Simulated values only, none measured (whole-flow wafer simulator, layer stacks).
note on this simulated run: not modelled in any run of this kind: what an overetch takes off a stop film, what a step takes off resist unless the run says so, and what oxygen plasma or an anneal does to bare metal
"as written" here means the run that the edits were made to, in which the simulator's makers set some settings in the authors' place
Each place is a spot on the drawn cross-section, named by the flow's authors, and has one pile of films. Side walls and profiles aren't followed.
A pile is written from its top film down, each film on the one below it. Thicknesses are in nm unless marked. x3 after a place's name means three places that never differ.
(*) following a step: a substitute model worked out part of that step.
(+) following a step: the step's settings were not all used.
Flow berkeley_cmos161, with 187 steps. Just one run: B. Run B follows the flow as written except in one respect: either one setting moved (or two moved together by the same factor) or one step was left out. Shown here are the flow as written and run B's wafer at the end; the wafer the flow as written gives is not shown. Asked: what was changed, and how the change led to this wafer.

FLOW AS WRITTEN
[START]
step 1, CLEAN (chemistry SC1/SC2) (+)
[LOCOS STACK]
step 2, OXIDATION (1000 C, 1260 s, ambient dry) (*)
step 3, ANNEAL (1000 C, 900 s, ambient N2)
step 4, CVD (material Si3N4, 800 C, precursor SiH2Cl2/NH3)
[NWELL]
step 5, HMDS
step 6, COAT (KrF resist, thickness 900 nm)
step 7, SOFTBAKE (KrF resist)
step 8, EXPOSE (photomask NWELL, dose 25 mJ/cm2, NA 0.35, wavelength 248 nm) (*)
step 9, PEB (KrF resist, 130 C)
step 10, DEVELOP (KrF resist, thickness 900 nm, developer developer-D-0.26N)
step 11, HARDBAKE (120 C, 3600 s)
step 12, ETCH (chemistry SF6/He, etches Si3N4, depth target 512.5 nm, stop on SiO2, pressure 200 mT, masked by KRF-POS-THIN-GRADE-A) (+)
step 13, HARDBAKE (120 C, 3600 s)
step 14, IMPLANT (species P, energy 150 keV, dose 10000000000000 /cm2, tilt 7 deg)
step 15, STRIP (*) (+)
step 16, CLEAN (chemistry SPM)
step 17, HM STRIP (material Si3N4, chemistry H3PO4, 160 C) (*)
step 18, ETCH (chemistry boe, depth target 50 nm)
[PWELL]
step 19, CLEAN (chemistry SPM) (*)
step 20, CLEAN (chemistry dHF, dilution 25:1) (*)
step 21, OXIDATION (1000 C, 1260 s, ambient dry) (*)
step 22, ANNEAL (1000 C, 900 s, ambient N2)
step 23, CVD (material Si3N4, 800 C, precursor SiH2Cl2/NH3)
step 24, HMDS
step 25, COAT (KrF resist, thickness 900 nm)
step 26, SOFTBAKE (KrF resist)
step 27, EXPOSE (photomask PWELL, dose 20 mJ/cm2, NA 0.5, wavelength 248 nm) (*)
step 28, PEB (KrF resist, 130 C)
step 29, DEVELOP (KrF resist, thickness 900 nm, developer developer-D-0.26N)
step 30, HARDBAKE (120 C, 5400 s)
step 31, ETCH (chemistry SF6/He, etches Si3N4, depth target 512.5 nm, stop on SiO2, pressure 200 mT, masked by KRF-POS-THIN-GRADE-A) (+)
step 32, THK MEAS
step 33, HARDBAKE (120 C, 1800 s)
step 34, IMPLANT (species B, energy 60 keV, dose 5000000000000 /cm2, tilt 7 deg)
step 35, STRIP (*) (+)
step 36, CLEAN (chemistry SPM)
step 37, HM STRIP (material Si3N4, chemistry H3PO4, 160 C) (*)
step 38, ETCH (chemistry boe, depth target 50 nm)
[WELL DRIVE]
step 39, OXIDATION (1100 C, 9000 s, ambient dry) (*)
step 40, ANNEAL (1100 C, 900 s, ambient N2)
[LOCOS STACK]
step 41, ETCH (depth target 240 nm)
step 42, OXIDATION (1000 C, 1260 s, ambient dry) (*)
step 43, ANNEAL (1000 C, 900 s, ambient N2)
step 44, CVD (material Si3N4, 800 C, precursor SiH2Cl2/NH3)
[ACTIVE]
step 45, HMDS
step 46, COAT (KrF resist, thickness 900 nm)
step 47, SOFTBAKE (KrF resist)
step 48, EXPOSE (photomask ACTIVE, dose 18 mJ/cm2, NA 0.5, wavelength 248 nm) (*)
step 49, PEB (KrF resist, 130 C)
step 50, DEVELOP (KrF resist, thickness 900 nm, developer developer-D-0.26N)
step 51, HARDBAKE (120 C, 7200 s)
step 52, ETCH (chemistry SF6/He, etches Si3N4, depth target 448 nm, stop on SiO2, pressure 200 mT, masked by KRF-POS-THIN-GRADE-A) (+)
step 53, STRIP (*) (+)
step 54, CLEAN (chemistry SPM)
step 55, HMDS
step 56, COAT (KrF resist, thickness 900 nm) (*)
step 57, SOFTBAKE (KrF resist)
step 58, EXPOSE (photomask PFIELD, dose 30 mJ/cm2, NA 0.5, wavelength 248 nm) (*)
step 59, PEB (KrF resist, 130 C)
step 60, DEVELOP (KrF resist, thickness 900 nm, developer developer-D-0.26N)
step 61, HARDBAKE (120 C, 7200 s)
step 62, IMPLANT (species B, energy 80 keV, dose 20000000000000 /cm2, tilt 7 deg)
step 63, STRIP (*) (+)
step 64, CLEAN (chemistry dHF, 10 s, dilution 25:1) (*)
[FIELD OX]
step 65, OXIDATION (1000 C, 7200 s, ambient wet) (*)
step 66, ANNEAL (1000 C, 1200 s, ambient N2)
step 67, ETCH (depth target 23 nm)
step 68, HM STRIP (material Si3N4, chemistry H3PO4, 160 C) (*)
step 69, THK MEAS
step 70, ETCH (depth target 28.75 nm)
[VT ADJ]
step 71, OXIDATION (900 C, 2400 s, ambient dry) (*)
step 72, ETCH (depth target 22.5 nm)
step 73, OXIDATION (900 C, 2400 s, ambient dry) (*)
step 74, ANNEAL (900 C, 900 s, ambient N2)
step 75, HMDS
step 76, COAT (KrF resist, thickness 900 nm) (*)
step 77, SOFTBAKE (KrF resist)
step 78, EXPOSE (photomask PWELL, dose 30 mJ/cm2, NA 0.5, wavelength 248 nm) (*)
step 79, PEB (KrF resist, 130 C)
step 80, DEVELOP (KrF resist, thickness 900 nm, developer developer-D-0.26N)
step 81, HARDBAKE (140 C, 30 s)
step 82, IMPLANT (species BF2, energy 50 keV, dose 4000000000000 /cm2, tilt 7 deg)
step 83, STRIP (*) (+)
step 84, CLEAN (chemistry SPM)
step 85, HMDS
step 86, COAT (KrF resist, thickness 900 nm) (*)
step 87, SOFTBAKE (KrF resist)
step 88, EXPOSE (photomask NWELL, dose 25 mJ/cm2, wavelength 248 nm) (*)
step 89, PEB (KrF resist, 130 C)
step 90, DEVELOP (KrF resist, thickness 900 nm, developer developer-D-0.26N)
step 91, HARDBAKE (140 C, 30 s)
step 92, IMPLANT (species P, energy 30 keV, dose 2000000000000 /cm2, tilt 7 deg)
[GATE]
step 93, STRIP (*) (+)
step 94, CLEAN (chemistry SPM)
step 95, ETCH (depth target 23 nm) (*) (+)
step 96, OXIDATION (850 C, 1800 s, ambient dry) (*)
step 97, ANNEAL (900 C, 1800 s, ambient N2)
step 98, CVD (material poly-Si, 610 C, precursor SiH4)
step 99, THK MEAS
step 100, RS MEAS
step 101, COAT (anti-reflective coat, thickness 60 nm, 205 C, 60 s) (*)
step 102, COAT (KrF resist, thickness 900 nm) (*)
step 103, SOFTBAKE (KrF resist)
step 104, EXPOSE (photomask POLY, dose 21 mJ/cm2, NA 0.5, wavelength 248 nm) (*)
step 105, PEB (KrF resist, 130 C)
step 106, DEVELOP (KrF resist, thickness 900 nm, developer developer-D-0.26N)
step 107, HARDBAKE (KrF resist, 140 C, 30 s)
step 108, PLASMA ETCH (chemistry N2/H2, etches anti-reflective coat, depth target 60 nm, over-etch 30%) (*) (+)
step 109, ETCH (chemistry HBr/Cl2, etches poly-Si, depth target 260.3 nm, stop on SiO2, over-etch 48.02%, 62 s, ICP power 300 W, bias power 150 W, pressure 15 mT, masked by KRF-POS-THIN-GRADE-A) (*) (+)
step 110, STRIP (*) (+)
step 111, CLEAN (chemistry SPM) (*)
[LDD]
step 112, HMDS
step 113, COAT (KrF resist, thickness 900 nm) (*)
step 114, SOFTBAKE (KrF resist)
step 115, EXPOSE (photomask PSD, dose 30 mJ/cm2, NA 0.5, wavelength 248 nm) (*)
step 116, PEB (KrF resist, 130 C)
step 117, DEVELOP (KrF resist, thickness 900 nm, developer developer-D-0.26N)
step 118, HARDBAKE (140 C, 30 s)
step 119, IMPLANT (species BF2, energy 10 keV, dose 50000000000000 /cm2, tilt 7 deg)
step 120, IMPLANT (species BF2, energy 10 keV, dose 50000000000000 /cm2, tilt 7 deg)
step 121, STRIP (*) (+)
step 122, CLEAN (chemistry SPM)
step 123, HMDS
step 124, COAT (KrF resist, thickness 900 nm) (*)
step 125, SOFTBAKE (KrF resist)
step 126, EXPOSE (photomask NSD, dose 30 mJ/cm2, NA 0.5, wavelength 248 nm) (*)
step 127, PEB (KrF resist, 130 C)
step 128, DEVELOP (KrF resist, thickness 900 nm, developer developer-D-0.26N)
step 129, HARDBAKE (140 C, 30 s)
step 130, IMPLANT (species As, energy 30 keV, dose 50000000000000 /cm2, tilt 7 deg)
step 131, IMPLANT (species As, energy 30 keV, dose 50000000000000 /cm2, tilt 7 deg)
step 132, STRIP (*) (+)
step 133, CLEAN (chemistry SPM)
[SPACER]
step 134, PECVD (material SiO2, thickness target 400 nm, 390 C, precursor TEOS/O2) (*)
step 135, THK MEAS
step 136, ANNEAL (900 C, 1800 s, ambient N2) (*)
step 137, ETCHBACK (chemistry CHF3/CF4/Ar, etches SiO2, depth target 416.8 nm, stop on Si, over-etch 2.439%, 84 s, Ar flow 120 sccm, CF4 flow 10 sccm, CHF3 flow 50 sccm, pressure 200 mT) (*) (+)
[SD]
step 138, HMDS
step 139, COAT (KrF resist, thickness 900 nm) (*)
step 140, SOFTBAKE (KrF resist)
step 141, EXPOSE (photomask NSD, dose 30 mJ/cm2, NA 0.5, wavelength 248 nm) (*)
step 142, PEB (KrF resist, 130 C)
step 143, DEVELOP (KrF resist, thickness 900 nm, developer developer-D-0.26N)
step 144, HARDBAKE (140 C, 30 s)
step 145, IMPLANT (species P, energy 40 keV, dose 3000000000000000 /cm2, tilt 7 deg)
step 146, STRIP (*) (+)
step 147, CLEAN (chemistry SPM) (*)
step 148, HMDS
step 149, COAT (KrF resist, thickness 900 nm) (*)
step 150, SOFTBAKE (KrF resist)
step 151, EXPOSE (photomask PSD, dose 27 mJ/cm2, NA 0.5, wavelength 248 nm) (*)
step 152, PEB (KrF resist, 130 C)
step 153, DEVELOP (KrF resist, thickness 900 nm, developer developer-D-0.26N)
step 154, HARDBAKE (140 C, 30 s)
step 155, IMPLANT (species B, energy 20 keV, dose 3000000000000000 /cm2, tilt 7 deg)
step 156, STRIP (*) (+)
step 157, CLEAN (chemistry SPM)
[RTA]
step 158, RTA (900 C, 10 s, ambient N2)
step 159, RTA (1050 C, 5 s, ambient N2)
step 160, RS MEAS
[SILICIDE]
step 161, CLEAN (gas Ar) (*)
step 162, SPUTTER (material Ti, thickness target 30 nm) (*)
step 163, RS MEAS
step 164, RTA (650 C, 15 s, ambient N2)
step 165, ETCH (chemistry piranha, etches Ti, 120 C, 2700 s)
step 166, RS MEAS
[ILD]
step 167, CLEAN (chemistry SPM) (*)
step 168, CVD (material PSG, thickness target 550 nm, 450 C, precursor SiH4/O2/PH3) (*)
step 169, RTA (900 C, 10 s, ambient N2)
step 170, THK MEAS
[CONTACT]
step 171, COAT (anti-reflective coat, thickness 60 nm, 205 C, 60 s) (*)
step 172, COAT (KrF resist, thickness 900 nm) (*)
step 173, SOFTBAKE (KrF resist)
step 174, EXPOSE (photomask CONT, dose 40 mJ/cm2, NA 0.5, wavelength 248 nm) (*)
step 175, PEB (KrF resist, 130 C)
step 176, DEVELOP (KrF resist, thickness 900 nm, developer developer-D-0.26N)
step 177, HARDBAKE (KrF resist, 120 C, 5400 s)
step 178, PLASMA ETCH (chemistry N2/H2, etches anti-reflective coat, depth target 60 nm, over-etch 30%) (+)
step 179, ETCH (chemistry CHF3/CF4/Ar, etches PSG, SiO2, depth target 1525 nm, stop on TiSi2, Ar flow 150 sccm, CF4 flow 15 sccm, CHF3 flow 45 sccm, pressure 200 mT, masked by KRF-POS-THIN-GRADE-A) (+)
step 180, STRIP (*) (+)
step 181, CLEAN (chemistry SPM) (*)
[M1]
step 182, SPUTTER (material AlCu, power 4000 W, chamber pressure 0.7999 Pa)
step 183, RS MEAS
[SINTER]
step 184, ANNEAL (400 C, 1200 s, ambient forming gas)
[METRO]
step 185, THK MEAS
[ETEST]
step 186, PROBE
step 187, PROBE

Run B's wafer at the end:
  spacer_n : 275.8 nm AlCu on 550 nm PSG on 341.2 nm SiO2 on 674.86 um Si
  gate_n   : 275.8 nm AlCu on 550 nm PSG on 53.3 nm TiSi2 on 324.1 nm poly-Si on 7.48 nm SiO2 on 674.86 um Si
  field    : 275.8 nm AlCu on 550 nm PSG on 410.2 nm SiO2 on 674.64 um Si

Cause: step 98, CVD: 634 C was run, whereas the flow has 610 C.

How this came from the change, step by step:
  step 98, CVD (material poly-Si, 610 C, precursor SiH4)
      field, sd_n, spacer_n and 6 more: poly-Si gains 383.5 (new film) (as written it would have been: poly-Si gains 249.5 (new film))
  step 101, COAT (anti-reflective coat, thickness 60 nm, 205 C, 60 s) (*)
      field: anti-reflective coat gains 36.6 (new film) (as written it would have been: anti-reflective coat gains 35.1 (new film))
      sd_n: anti-reflective coat gains 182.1 (new film) (as written it would have been: anti-reflective coat gains 173.5 (new film))
      (as well as at 3 more places)
  step 108, PLASMA ETCH (chemistry N2/H2, etches anti-reflective coat, depth target 60 nm, over-etch 30%) (*) (+)
      field: anti-reflective coat loses 36.6 (all of it), poly-Si loses 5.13 (as written it would have been: anti-reflective coat loses 35.1 (all of it), poly-Si loses 4.88)
      sd_n: anti-reflective coat loses 182.1 (all of it), poly-Si loses 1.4 (as written it would have been: anti-reflective coat loses 173.5 (all of it), poly-Si loses 1.33)
      (as well as at 2 more places)
  step 109, ETCH (chemistry HBr/Cl2, etches poly-Si, depth target 260.3 nm, stop on SiO2, over-etch 48.02%, 62 s, ICP power 300 W, bias power 150 W, pressure 15 mT, masked by KRF-POS-THIN-GRADE-A) (*) (+)
      field: poly-Si loses 378.3 (all of it) (as written it would have been: poly-Si loses 244.6 (all of it), SiO2 loses 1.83)
      sd_n: poly-Si loses 382.1 (all of it), SiO2 loses 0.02 (as written it would have been: poly-Si loses 248.1 (all of it), SiO2 loses 1.56)
      (as well as at 5 more places)
  step 110, STRIP (*) (+)
      gate_n: chemical SiO2 gains 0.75 (new film), KrF resist loses 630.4 (all of it), anti-reflective coat loses 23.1 (all of it), poly-Si loses 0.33 (as written it would have been: chemical SiO2 gains 0.75 (new film), KrF resist loses 626.8 (all of it), anti-reflective coat loses 23.7 (all of it), poly-Si loses 0.33)
  step 113, COAT (KrF resist, thickness 900 nm) (*)
      spacer_n: KrF resist gains 1036.6 (new film) (as written it would have been: KrF resist gains 1014.3 (new film))
      gate_n: KrF resist gains 657.8 (new film) (as written it would have been: KrF resist gains 765.3 (new film))
      (as well as at 2 more places)
  step 117, DEVELOP (KrF resist, thickness 900 nm, developer developer-D-0.26N)
      spacer_p: KrF resist loses 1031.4 (all of it) (as written it would have been: KrF resist loses 1009 (all of it))
      gate_p: KrF resist loses 652.6 (all of it) (as written it would have been: KrF resist loses 759.7 (all of it))
  step 118, HARDBAKE (140 C, 30 s)
      spacer_n: KrF resist loses 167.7 (as written it would have been: KrF resist loses 164.1)
      gate_n: KrF resist loses 106.2 (as written it would have been: KrF resist loses 123.8)
  step 121, STRIP (*) (+)
      gate_n: KrF resist loses 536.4 (all of it), chemical SiO2 gains 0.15, poly-Si loses 0.07 (as written it would have been: KrF resist loses 626.1 (all of it), chemical SiO2 gains 0.15)
      spacer_n: KrF resist loses 853 (all of it) (as written it would have been: KrF resist loses 834.3 (all of it))
  step 124, COAT (KrF resist, thickness 900 nm) (*)
      spacer_n: KrF resist gains 1036.6 (new film) (as written it would have been: KrF resist gains 1014.3 (new film))
      gate_n: KrF resist gains 657.7 (new film) (as written it would have been: KrF resist gains 765.2 (new film))
      (as well as at 2 more places)
  step 128, DEVELOP (KrF resist, thickness 900 nm, developer developer-D-0.26N)
      spacer_n: KrF resist loses 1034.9 (all of it) (as written it would have been: KrF resist loses 1012.7 (all of it))
      gate_n: KrF resist loses 656.7 (all of it) (as written it would have been: KrF resist loses 764.1 (all of it))
  step 129, HARDBAKE (140 C, 30 s)
      spacer_p: KrF resist loses 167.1 (as written it would have been: KrF resist loses 163.5)
      gate_p: KrF resist loses 105.4 (as written it would have been: KrF resist loses 123)
  step 132, STRIP (*) (+)
      gate_p: KrF resist loses 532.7 (all of it), chemical SiO2 gains 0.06, poly-Si loses 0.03 (as written it would have been: KrF resist loses 622.4 (all of it), chemical SiO2 gains 0.06)
      spacer_p: KrF resist loses 850.1 (all of it) (as written it would have been: KrF resist loses 831.4 (all of it))
  step 137, ETCHBACK (chemistry CHF3/CF4/Ar, etches SiO2, depth target 416.8 nm, stop on Si, over-etch 2.439%, 84 s, Ar flow 120 sccm, CF4 flow 10 sccm, CHF3 flow 50 sccm, pressure 200 mT) (*) (+)
      spacer_n, spacer_p: SiO2 loses 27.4 (as written it would have been: SiO2 loses 160.7)
  step 139, COAT (KrF resist, thickness 900 nm) (*)
      spacer_n: KrF resist gains 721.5 (new film) (as written it would have been: KrF resist gains 816.8 (new film))
      gate_n: KrF resist gains 688.6 (new film) (as written it would have been: KrF resist gains 780.8 (new film))
      (as well as at 2 more places)
  step 143, DEVELOP (KrF resist, thickness 900 nm, developer developer-D-0.26N)
      spacer_n: KrF resist loses 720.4 (all of it) (as written it would have been: KrF resist loses 815.5 (all of it))
      gate_n: KrF resist loses 687.6 (all of it) (as written it would have been: KrF resist loses 779.6 (all of it))
  ... 9 other steps ...
  step 180, STRIP (*) (+)
      spacer_n: KrF resist loses 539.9 (all of it), anti-reflective coat loses 36 (all of it) (as written it would have been: KrF resist loses 635.2 (all of it), anti-reflective coat loses 41.3 (all of it))
      gate_n: KrF resist loses 505.8 (all of it), anti-reflective coat loses 31.7 (all of it) (as written it would have been: KrF resist loses 589.4 (all of it), anti-reflective coat loses 46.1 (all of it))
      (as well as at 3 more places)
